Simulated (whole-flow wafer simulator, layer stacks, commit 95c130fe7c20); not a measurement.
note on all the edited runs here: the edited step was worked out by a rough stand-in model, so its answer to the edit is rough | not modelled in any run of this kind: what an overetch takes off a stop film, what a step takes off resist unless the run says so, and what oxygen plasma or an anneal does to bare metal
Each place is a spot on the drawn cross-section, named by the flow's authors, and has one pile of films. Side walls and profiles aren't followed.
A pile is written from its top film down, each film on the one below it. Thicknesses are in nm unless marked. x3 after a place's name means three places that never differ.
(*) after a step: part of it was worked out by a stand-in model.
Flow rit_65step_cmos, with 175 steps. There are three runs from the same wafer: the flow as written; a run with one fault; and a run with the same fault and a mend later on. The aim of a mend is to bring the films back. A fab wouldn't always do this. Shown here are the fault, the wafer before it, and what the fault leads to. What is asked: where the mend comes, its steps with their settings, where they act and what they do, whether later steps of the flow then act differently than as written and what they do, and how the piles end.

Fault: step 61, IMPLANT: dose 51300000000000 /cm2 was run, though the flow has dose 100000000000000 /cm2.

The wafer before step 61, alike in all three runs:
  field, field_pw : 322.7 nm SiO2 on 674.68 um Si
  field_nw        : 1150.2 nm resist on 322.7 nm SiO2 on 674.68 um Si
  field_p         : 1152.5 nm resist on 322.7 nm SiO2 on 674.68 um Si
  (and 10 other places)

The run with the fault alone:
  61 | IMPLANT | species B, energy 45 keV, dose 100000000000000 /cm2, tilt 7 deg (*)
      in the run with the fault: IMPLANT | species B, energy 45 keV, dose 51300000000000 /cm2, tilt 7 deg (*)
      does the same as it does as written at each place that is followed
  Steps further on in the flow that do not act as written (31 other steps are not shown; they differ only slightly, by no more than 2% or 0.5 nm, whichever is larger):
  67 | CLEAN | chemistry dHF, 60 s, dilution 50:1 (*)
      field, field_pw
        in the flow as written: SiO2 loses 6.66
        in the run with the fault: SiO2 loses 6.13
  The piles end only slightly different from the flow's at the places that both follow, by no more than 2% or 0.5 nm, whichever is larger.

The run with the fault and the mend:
  The mend follows step 62.
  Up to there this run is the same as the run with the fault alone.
  62a | HMDS | 140 C, 60 s (the flow's step 54 again)
      alters no film at any place that is followed
  62b | COAT | resist, thickness 1300 nm (the flow's step 55 again)
      gate_n, gate_p, spacer, spacer_p, contact
        resist gains 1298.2 (new film)
      active_n, active_p, sd_p
        resist gains 1297.4 (new film)
      field_pw, field_nw
        resist gains 1313 (new film)
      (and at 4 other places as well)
  62c | SOFTBAKE | resist, 90 C, 60 s (the flow's step 56 again)
      alters no film at any place that is followed
  62d | EXPOSE | photomask M5, dose 250 mJ/cm2, NA 0.6, wavelength 365 nm (the flow's step 57 again)
      alters no film at any place that is followed
  62e | PEB | resist, 110 C, 60 s (the flow's step 58 again)
      gate_n, gate_p, spacer, spacer_p, contact, m1
        resist loses 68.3
      active_n, active_p, sd_n, sd_p
        resist loses 68.2
      field, field_p
        resist loses 69.2
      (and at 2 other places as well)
  62f | DEVELOP | resist, thickness 1300 nm, 68 s (the flow's step 59 again)
      gate_n, spacer, contact
        resist loses 1229.9 (all of it)
      field
        resist loses 1246.5 (all of it)
      field_pw
        resist loses 1243.9 (all of it)
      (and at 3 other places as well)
  62g | HARDBAKE | resist, 140 C, 120 s (the flow's step 60 again)
      active_p, gate_p, spacer_p
        resist loses 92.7
      field_nw
        resist loses 93.8
      field_p
        resist loses 94
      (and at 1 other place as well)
  62h | IMPLANT | species B, energy 45 keV, dose 48700000000000 /cm2, tilt 7 deg (*) (the flow's step 61 again, with other settings)
      alters no film at any place that is followed
  62i | STRIP | resist, chemistry O2, 180 s (the flow's step 62 again)
      active_p, sd_p
        resist loses 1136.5 (all of it)
      gate_p, spacer_p
        resist loses 1137.2 (all of it)
      field_nw
        resist loses 1150.2 (all of it)
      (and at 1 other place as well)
  Later steps of the flow that are run all act as written at every place that is followed.
  By the end, the piles equal the flow's at every place that both follow.
